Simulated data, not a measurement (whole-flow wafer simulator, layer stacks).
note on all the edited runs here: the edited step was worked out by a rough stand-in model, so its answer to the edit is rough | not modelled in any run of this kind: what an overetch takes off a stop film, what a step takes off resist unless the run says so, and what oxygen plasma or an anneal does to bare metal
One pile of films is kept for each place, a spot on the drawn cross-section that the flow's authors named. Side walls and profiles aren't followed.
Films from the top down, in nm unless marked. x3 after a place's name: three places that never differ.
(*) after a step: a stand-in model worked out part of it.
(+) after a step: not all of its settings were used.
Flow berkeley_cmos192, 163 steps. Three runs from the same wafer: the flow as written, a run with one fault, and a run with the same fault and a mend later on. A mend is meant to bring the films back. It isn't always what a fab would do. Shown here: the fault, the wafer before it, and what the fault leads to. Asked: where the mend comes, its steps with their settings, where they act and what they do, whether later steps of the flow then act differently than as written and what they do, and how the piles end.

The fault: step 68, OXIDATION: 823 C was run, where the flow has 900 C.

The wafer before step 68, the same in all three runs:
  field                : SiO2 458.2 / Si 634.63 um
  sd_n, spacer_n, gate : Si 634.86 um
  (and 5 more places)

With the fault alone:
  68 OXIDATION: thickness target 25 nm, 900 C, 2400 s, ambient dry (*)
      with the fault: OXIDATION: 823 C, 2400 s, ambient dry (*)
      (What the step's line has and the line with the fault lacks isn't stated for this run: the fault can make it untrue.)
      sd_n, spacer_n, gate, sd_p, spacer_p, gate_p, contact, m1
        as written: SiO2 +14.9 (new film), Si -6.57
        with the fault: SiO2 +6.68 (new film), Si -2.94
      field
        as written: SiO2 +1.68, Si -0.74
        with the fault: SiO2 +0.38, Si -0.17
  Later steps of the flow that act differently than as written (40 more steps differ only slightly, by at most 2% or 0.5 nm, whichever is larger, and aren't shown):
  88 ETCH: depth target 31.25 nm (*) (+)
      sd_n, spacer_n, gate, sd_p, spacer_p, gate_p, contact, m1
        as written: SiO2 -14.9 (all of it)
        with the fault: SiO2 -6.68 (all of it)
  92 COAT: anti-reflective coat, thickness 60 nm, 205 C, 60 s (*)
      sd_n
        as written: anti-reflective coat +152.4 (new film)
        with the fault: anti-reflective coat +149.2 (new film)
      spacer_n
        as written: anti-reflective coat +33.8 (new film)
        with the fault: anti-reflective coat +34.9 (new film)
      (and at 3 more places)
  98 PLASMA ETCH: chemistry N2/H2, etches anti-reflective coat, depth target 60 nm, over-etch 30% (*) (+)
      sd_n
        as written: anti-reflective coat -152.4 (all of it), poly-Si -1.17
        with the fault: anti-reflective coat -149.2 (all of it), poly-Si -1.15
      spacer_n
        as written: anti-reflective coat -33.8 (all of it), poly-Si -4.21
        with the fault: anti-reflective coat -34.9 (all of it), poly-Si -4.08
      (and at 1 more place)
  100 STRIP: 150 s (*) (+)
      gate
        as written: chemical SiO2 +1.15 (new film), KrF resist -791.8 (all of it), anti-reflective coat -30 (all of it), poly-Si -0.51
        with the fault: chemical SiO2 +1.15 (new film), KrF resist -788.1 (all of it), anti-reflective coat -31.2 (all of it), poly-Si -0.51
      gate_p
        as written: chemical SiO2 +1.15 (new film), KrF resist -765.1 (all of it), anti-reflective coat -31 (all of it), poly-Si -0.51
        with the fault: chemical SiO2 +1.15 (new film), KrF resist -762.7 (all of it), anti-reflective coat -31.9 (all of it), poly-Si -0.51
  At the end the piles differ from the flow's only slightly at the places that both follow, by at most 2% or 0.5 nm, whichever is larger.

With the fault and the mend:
  The mend comes after step 68.
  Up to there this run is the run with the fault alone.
  68a OXIDATION: 900 C, 1823 s, ambient dry (*) (the flow's step 68 once more, with other settings)
      sd_n, spacer_n, gate, sd_p, spacer_p, gate_p, contact, m1
        SiO2 +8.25, Si -3.63
      field
        SiO2 +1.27, Si -0.56
  No later step of the flow acts differently than as written, at any place that is followed, by more than 2% or 0.5 nm, whichever is larger.
  At the end the piles are the same as the flow's at every place that both follow.
